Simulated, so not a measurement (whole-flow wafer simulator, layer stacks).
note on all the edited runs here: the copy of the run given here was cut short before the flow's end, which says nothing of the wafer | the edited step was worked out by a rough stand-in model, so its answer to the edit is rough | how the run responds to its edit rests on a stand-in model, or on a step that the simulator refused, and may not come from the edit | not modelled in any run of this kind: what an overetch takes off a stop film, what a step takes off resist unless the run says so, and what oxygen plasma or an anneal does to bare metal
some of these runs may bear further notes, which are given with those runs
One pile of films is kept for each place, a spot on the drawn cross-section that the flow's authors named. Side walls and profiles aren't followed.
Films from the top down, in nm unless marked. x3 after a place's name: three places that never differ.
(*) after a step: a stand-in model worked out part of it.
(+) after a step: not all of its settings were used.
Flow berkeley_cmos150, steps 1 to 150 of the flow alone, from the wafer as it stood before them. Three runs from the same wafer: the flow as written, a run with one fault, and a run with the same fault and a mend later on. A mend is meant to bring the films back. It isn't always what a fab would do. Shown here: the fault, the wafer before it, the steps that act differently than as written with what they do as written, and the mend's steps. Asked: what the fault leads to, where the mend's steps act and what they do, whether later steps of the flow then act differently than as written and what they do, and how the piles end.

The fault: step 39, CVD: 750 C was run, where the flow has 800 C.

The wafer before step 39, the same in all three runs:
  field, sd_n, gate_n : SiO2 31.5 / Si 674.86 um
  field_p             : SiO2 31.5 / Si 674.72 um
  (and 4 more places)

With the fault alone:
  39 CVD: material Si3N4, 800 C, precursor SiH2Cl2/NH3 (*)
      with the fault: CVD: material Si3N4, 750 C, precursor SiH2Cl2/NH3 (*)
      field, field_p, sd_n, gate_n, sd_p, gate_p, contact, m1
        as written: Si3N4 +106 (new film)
        with the fault: Si3N4 +54.3 (new film)
  Later steps of the flow that act differently than as written (29 more steps differ only slightly, by at most 2% or 0.5 nm, whichever is larger, and aren't shown):
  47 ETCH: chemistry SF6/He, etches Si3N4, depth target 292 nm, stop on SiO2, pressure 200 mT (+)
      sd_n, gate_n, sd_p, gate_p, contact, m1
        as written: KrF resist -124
        with the fault: KrF resist -67.8
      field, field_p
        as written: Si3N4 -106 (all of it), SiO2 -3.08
        with the fault: Si3N4 -54.3 (all of it), SiO2 -3.08
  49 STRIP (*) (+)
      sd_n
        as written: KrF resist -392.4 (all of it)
        with the fault: KrF resist -448.6 (all of it)
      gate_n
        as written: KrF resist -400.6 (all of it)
        with the fault: KrF resist -456.8 (all of it)
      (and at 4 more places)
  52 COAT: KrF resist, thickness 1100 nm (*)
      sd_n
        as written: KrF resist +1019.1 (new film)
        with the fault: KrF resist +1048.8 (new film)
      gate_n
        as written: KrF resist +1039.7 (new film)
        with the fault: KrF resist +1063.5 (new film)
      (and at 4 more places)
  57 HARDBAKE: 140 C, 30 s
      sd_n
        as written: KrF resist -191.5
        with the fault: KrF resist -197
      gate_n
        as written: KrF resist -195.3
        with the fault: KrF resist -199.6
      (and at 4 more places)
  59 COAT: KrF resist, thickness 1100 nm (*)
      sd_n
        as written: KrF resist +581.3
        with the fault: KrF resist +595
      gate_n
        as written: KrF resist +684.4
        with the fault: KrF resist +698.8
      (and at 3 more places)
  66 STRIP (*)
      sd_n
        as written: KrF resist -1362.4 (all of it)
        with the fault: KrF resist -1399.8 (all of it)
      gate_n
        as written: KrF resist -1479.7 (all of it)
        with the fault: KrF resist -1513.1 (all of it)
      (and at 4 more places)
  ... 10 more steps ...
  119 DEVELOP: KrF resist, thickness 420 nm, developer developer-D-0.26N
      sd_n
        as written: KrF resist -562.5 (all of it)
        with the fault: KrF resist -550.5 (all of it)
  At the end the piles differ from the flow's by more than 2% or 0.5 nm, whichever is larger, at sd_n.
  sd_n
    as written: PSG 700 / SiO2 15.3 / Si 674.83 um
    with the fault: PSG 700 / SiO2 35 / Si 674.82 um

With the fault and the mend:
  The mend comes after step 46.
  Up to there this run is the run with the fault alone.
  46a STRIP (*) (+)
      sd_n
        KrF resist -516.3 (all of it)
      gate_n
        KrF resist -524.6 (all of it)
      sd_p
        KrF resist -566.8 (all of it)
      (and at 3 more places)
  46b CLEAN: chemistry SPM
      changes no film at any place that is followed
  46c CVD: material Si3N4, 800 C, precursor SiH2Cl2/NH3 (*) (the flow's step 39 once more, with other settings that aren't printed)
      field, field_p, sd_n, gate_n, sd_p, gate_p, contact, m1
        Si3N4 +51.7
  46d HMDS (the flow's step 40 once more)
      changes no film at any place that is followed
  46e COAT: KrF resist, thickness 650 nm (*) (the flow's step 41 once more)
      field
        KrF resist +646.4 (new film)
      field_p
        KrF resist +715.2 (new film)
      sd_n
        KrF resist +633.7 (new film)
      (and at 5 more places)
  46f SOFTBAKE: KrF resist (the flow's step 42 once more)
      changes no film at any place that is followed
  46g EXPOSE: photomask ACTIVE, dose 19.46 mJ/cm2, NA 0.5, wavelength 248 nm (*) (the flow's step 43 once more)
      changes no film at any place that is followed
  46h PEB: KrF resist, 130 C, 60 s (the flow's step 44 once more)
      gate_n, contact, m1
        KrF resist -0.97
      field
        KrF resist -0.98
      field_p
        KrF resist -1.1
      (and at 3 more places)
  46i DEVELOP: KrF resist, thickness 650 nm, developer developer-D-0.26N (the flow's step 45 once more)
      sd_n, gate_n, sd_p, gate_p, contact, m1
        KrF resist -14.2
      field
        KrF resist -645.4 (all of it)
      field_p
        KrF resist -714.1 (all of it)
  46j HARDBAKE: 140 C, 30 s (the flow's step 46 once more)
      sd_n
        KrF resist -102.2
      gate_n
        KrF resist -103.8
      sd_p
        KrF resist -112.2
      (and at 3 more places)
  No later step of the flow acts differently than as written at any place that is followed.
  At the end the piles are the same as the flow's at every place that both follow.
